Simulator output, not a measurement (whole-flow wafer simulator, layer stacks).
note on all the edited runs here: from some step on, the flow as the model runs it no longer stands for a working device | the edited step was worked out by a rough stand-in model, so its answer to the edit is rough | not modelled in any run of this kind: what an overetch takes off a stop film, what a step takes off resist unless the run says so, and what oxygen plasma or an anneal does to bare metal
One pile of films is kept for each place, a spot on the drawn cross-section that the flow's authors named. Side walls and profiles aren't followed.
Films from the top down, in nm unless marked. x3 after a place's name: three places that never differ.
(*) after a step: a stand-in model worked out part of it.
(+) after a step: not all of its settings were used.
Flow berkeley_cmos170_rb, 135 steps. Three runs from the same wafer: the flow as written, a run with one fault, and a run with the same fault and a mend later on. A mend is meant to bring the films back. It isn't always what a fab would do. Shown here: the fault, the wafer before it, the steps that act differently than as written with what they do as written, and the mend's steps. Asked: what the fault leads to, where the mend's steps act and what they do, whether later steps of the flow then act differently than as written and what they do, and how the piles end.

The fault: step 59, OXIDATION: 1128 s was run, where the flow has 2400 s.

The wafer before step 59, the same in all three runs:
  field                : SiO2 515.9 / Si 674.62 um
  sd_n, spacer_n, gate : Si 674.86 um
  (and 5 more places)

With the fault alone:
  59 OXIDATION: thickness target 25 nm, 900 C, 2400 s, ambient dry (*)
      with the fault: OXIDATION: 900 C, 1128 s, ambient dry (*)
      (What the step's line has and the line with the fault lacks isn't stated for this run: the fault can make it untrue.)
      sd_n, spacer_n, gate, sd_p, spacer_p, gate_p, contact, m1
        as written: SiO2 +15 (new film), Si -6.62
        with the fault: SiO2 +9.36 (new film), Si -4.12
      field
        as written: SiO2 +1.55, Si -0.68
        with the fault: SiO2 +0.73, Si -0.32
  Later steps of the flow that act differently than as written (30 more steps differ only slightly, by at most 2% or 0.5 nm, whichever is larger, and aren't shown):
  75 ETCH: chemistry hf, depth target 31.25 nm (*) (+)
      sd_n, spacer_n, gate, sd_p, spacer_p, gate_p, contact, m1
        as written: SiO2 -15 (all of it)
        with the fault: SiO2 -9.36 (all of it)
  At the end the piles differ from the flow's only slightly at the places that both follow, by at most 2% or 0.5 nm, whichever is larger.

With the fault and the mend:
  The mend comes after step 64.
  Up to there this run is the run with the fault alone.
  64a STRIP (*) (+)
      sd_p
        KrF resist -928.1 (all of it)
      spacer_p
        KrF resist -911.2 (all of it)
      gate_p
        KrF resist -910.4 (all of it)
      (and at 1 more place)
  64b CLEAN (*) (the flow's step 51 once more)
      changes no film at any place that is followed
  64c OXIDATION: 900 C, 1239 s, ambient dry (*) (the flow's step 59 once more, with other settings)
      sd_n, spacer_n, gate, sd_p, spacer_p, gate_p, contact, m1
        SiO2 +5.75, Si -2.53
      field
        SiO2 +0.8, Si -0.35
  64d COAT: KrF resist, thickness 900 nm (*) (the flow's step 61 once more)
      field
        KrF resist +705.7 (new film)
      sd_n
        KrF resist +957.4 (new film)
      spacer_n
        KrF resist +924.9 (new film)
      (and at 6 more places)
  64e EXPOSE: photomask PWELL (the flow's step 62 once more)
      changes no film at any place that is followed
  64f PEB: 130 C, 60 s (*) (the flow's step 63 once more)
      changes no film at any place that is followed
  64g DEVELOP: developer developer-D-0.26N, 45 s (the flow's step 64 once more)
      sd_p, spacer_p, gate_p, m1
        KrF resist -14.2
      field
        KrF resist -705.7 (all of it)
      sd_n
        KrF resist -957.4 (all of it)
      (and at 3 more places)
  No later step of the flow acts differently than as written, at any place that is followed, by more than 2% or 0.5 nm, whichever is larger.
  At the end the piles differ from the flow's only slightly at the places that both follow, by at most 2% or 0.5 nm, whichever is larger.
